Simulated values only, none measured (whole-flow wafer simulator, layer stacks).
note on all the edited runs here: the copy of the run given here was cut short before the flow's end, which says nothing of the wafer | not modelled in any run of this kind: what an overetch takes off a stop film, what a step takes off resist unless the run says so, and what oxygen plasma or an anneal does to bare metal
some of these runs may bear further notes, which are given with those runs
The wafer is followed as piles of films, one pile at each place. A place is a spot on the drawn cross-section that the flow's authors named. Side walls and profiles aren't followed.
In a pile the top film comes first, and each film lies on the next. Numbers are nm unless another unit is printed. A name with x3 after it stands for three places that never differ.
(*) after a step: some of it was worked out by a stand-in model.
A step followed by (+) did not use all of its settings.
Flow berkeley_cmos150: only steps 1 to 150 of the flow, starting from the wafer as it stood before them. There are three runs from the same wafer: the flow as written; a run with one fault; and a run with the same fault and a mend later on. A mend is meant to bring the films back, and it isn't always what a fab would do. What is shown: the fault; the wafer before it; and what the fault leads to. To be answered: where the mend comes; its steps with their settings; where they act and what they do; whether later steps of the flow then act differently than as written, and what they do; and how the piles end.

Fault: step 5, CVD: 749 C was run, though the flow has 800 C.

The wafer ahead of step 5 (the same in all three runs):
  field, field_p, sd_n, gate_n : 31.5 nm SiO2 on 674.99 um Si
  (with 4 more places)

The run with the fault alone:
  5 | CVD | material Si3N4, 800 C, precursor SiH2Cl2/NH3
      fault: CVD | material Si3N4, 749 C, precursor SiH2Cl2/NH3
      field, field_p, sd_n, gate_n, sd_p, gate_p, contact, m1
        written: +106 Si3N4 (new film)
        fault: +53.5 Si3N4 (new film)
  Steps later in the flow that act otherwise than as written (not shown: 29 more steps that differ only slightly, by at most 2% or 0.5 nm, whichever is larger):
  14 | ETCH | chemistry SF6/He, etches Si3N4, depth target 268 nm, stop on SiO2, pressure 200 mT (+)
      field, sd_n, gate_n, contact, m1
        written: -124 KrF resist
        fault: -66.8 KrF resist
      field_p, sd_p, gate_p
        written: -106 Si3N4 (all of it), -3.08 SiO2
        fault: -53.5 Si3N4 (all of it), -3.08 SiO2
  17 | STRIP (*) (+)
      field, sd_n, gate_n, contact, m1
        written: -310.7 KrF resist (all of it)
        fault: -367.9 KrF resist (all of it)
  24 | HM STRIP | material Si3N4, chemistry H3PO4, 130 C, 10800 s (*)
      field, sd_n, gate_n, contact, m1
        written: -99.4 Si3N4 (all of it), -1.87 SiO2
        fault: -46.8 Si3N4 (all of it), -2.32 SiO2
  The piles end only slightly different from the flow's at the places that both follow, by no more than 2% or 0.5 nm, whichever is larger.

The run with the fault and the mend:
  The mend stands after step 6.
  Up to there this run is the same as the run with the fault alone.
  6a | ETCH | chemistry h3po4, depth target 61.49 nm
      field, field_p, sd_n, gate_n, sd_p, gate_p, contact, m1
        -53.5 Si3N4 (all of it)
  6b | CLEAN | chemistry SPM, 600 s (the flow's step 1, run once more)
      alters no film at any place that is followed
  6c | CVD | material Si3N4, 800 C, precursor SiH2Cl2/NH3 (the flow's step 5, run once more)
      field, field_p, sd_n, gate_n, sd_p, gate_p, contact, m1
        +106 Si3N4 (new film)
  Every later step of the flow that is run acts as written at every place that is followed.
  At every place that both follow, the piles at the end match the flow's.
